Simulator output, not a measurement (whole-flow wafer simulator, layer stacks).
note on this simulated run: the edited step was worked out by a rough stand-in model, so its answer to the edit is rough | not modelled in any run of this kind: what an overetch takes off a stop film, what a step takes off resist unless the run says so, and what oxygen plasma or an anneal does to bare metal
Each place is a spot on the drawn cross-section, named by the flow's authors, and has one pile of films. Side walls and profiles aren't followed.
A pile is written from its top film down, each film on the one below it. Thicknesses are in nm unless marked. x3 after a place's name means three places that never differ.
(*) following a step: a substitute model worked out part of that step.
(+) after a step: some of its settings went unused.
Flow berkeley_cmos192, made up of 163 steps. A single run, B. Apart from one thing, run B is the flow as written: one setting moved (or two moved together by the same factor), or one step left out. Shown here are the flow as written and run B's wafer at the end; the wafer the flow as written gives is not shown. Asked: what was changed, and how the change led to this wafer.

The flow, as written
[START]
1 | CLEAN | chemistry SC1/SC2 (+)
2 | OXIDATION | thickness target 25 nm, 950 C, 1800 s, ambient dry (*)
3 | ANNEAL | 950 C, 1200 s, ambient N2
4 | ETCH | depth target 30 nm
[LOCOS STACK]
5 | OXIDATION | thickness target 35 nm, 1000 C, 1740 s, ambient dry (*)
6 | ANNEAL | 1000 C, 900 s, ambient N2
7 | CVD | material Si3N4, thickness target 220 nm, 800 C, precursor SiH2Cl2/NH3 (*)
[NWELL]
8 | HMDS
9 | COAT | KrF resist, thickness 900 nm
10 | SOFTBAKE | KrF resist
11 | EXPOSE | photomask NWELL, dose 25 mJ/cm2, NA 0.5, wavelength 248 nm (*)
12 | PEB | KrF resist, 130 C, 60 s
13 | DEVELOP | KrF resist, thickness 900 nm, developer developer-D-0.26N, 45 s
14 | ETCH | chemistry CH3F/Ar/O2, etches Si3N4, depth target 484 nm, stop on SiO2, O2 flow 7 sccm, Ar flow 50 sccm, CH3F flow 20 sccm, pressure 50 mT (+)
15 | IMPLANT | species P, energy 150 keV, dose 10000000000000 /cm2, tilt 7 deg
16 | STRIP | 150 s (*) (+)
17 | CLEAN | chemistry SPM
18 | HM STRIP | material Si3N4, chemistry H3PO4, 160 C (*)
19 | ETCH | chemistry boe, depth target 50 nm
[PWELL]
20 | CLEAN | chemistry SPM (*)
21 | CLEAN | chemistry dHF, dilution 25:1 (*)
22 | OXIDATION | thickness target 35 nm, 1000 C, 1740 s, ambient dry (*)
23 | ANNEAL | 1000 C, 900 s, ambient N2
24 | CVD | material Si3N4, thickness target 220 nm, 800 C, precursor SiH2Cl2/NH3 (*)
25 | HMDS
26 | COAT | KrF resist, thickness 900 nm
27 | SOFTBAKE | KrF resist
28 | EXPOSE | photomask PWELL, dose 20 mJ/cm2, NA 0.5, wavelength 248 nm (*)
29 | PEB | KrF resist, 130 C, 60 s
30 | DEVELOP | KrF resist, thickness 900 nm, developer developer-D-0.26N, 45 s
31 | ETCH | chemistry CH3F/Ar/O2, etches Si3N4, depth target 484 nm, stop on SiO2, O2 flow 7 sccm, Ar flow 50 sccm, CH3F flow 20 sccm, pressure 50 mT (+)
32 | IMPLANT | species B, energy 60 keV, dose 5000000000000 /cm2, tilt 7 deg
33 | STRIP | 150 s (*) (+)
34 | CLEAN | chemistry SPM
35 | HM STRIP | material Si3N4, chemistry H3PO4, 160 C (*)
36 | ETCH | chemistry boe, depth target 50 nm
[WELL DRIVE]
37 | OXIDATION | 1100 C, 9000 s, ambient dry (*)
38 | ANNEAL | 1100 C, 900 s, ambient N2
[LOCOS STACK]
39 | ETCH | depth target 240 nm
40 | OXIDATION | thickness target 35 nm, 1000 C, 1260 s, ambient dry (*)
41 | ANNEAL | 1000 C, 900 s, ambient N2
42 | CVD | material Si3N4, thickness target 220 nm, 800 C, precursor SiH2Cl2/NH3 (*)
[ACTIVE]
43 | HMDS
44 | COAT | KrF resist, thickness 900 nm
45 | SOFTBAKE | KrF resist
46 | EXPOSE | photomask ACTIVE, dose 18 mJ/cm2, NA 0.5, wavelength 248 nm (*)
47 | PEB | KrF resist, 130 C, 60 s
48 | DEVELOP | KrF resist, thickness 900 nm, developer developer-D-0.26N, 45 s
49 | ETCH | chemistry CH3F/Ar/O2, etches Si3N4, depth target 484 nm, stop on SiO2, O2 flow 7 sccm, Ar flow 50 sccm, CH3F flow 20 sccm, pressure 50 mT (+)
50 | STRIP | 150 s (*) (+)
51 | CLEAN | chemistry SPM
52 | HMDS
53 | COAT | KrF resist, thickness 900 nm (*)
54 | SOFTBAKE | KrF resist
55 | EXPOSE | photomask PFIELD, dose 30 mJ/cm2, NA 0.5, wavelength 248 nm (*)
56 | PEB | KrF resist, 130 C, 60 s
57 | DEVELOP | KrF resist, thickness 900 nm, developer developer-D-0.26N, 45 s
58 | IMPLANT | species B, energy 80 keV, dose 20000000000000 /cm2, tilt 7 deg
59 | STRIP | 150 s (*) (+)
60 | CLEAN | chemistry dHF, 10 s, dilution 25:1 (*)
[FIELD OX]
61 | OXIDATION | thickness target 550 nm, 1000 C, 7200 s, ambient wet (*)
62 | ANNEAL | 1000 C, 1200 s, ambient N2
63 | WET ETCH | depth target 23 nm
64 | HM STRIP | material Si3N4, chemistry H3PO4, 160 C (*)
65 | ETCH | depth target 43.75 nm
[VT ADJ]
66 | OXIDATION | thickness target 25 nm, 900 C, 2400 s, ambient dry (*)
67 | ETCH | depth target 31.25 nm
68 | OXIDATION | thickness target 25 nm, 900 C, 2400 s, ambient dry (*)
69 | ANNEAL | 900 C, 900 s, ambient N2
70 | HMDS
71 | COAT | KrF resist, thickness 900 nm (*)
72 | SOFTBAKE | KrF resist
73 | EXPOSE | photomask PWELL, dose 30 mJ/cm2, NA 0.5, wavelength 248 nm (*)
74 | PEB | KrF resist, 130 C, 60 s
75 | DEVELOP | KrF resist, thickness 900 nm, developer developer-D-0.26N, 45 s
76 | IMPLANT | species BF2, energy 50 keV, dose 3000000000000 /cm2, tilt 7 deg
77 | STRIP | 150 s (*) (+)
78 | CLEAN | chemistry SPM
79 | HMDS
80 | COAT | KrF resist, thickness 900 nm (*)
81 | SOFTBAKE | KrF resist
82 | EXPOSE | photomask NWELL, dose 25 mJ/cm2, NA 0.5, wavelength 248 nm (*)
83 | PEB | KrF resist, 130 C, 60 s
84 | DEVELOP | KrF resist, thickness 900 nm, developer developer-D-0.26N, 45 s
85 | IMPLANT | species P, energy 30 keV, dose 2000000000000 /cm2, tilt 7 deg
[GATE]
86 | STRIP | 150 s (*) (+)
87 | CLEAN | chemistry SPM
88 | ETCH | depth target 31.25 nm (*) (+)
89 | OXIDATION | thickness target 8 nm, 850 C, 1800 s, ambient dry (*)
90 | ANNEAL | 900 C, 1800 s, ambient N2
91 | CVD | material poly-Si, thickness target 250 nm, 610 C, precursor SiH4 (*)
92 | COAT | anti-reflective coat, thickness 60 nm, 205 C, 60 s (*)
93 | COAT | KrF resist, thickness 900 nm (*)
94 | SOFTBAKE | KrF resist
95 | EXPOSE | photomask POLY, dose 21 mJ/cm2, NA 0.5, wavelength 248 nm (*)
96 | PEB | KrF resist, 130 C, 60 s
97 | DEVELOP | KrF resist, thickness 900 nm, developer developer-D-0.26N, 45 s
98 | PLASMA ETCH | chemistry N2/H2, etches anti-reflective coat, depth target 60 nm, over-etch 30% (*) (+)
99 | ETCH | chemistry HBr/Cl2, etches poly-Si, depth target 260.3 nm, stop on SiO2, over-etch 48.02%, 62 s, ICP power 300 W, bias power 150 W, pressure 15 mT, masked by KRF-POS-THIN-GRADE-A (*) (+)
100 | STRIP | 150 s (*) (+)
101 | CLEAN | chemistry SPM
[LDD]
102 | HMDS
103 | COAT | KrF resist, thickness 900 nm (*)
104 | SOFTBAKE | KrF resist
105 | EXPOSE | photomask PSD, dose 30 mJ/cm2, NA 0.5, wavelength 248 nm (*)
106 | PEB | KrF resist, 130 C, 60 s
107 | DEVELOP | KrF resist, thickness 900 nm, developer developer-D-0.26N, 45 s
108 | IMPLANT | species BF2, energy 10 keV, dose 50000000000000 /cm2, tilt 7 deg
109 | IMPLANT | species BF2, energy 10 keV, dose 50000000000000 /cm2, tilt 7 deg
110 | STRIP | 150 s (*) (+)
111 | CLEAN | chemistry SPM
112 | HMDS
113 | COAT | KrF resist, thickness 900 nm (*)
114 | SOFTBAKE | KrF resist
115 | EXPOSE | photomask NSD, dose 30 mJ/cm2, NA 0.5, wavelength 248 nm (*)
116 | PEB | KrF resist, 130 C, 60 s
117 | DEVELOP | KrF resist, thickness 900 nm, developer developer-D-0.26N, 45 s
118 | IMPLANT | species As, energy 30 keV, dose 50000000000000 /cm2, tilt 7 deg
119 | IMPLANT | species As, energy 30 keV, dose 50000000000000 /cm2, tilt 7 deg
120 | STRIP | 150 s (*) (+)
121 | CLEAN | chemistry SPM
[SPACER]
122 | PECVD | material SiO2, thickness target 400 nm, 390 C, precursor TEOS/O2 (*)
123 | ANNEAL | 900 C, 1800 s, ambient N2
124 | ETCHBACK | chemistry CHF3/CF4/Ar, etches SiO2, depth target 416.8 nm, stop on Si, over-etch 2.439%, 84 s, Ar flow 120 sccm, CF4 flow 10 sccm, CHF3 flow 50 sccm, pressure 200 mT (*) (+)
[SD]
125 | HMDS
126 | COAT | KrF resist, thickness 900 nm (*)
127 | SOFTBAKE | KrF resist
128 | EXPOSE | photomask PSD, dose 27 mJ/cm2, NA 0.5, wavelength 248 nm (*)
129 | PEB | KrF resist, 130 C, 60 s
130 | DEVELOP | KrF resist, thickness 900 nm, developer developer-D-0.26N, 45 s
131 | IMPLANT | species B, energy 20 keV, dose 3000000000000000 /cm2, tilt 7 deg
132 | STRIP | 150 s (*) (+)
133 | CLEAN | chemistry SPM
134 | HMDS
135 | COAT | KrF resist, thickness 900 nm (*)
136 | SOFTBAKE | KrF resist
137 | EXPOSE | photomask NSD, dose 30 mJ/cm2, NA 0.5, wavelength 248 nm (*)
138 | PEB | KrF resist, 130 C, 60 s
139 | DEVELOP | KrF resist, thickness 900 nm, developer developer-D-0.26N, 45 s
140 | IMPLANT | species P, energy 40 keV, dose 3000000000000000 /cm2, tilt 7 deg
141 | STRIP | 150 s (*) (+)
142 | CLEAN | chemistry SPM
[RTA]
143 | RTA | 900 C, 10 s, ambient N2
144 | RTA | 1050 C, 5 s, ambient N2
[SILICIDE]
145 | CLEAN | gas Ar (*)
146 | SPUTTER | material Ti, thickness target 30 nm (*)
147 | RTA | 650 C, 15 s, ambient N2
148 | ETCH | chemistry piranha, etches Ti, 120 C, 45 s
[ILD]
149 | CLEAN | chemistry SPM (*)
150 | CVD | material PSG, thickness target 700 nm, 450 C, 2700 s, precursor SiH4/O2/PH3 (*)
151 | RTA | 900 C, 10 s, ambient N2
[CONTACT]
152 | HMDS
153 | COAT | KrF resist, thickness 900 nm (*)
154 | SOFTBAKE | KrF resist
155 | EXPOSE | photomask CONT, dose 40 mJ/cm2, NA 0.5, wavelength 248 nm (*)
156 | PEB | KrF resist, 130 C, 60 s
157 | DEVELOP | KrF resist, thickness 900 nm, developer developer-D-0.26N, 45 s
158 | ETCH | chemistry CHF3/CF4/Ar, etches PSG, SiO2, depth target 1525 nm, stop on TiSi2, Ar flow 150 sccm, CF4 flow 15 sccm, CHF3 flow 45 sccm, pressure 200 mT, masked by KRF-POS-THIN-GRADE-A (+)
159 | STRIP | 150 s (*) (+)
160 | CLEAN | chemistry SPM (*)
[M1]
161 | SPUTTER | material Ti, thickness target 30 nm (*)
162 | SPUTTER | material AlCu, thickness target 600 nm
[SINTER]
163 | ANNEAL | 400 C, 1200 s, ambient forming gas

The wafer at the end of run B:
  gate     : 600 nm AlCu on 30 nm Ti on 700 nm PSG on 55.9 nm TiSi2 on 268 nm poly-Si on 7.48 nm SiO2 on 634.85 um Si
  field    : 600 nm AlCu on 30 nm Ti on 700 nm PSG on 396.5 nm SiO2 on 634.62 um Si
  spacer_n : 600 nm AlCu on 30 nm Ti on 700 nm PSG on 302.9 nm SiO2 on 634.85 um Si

Cause: step 91, CVD: thickness target 327 nm was run, whereas the flow has thickness target 250 nm.

The path from the change to this, step by step:
  91 | CVD | material poly-Si, thickness target 250 nm, 610 C, precursor SiH4 (*)
      field, sd_n, spacer_n and 6 more: poly-Si gains 327 (new film) (as written it would have been: poly-Si gains 250 (new film))
  92 | COAT | anti-reflective coat, thickness 60 nm, 205 C, 60 s (*)
      field: anti-reflective coat gains 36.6 (new film) (as written it would have been: anti-reflective coat gains 35.3 (new film))
      sd_n: anti-reflective coat gains 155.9 (new film) (as written it would have been: anti-reflective coat gains 152.4 (new film))
      (and at 1 other place as well)
  98 | PLASMA ETCH | chemistry N2/H2, etches anti-reflective coat, depth target 60 nm, over-etch 30% (*) (+)
      field: anti-reflective coat loses 36.6 (all of it), poly-Si loses 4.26 (as written it would have been: anti-reflective coat loses 35.3 (all of it), poly-Si loses 4.18)
      sd_n: anti-reflective coat loses 155.9 (all of it), poly-Si loses 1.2 (as written it would have been: anti-reflective coat loses 152.4 (all of it), poly-Si loses 1.17)
      (and at 1 other place as well)
  99 | ETCH | chemistry HBr/Cl2, etches poly-Si, depth target 260.3 nm, stop on SiO2, over-etch 48.02%, 62 s, ICP power 300 W, bias power 150 W, pressure 15 mT, masked by KRF-POS-THIN-GRADE-A (*) (+)
      field, spacer_n, spacer_p: poly-Si loses 322.7 (all of it), SiO2 loses 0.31 (as written it would have been: poly-Si loses 245.8 (all of it), SiO2 loses 1.74)
      sd_n: poly-Si loses 325.8 (all of it), SiO2 loses 0.3 (as written it would have been: poly-Si loses 248.8 (all of it), SiO2 loses 1.51)
      (and at 3 other places as well)
  103 | COAT | KrF resist, thickness 900 nm (*)
      gate: KrF resist gains 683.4 (new film) (as written it would have been: KrF resist gains 748 (new film))
      gate_p: KrF resist gains 679.5 (new film) (as written it would have been: KrF resist gains 744.1 (new film))
  107 | DEVELOP | KrF resist, thickness 900 nm, developer developer-D-0.26N, 45 s
      gate_p: KrF resist loses 678.5 (all of it) (as written it would have been: KrF resist loses 742.9 (all of it))
  110 | STRIP | 150 s (*) (+)
      gate: KrF resist loses 668.2 (all of it), chemical SiO2 gains 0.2, poly-Si loses 0.09 (as written it would have been: KrF resist loses 732.7 (all of it), chemical SiO2 gains 0.2, poly-Si loses 0.09)
  113 | COAT | KrF resist, thickness 900 nm (*)
      gate: KrF resist gains 683.3 (new film) (as written it would have been: KrF resist gains 747.9 (new film))
      gate_p: KrF resist gains 679.4 (new film) (as written it would have been: KrF resist gains 743.9 (new film))
  117 | DEVELOP | KrF resist, thickness 900 nm, developer developer-D-0.26N, 45 s
      gate: KrF resist loses 682.3 (all of it) (as written it would have been: KrF resist loses 746.8 (all of it))
  120 | STRIP | 150 s (*) (+)
      gate_p: KrF resist loses 664.1 (all of it), chemical SiO2 gains 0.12, poly-Si loses 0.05 (as written it would have been: KrF resist loses 728.6 (all of it), chemical SiO2 gains 0.12, poly-Si loses 0.05)
  124 | ETCHBACK | chemistry CHF3/CF4/Ar, etches SiO2, depth target 416.8 nm, stop on Si, over-etch 2.439%, 84 s, Ar flow 120 sccm, CF4 flow 10 sccm, CHF3 flow 50 sccm, pressure 200 mT (*) (+)
      spacer_n: SiO2 loses 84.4 (as written it would have been: SiO2 loses 160)
      spacer_p: SiO2 loses 84.3 (as written it would have been: SiO2 loses 159.9)
  126 | COAT | KrF resist, thickness 900 nm (*)
      spacer_n: KrF resist gains 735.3 (new film) (as written it would have been: KrF resist gains 791.6 (new film))
      gate: KrF resist gains 716.5 (new film) (as written it would have been: KrF resist gains 771.5 (new film))
      (and at 2 other places as well)
  130 | DEVELOP | KrF resist, thickness 900 nm, developer developer-D-0.26N, 45 s
      spacer_p: KrF resist loses 728.5 (all of it) (as written it would have been: KrF resist loses 784.6 (all of it))
      gate_p: KrF resist loses 709.6 (all of it) (as written it would have been: KrF resist loses 764.3 (all of it))
  132 | STRIP | 150 s (*) (+)
      spacer_n: KrF resist loses 719.9 (all of it) (as written it would have been: KrF resist loses 776.1 (all of it))
      gate: chemical SiO2 gains 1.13 (new film), KrF resist loses 701.2 (all of it), poly-Si loses 0.5 (as written it would have been: chemical SiO2 gains 1.13 (new film), KrF resist loses 756.1 (all of it), poly-Si loses 0.5)
  135 | COAT | KrF resist, thickness 900 nm (*)
      spacer_n: KrF resist gains 735.5 (new film) (as written it would have been: KrF resist gains 791.1 (new film))
      gate: KrF resist gains 716.1 (new film) (as written it would have been: KrF resist gains 770.3 (new film))
      (and at 2 other places as well)
  139 | DEVELOP | KrF resist, thickness 900 nm, developer developer-D-0.26N, 45 s
      spacer_n: KrF resist loses 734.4 (all of it) (as written it would have been: KrF resist loses 789.9 (all of it))
      gate: KrF resist loses 715 (all of it) (as written it would have been: KrF resist loses 769.1 (all of it))
  ... 2 other steps ...
  159 | STRIP | 150 s (*) (+)
      spacer_n: KrF resist loses 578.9 (all of it) (as written it would have been: KrF resist loses 620.3 (all of it))
      gate: KrF resist loses 563.7 (all of it) (as written it would have been: KrF resist loses 600.1 (all of it))
      (and at 3 other places as well)
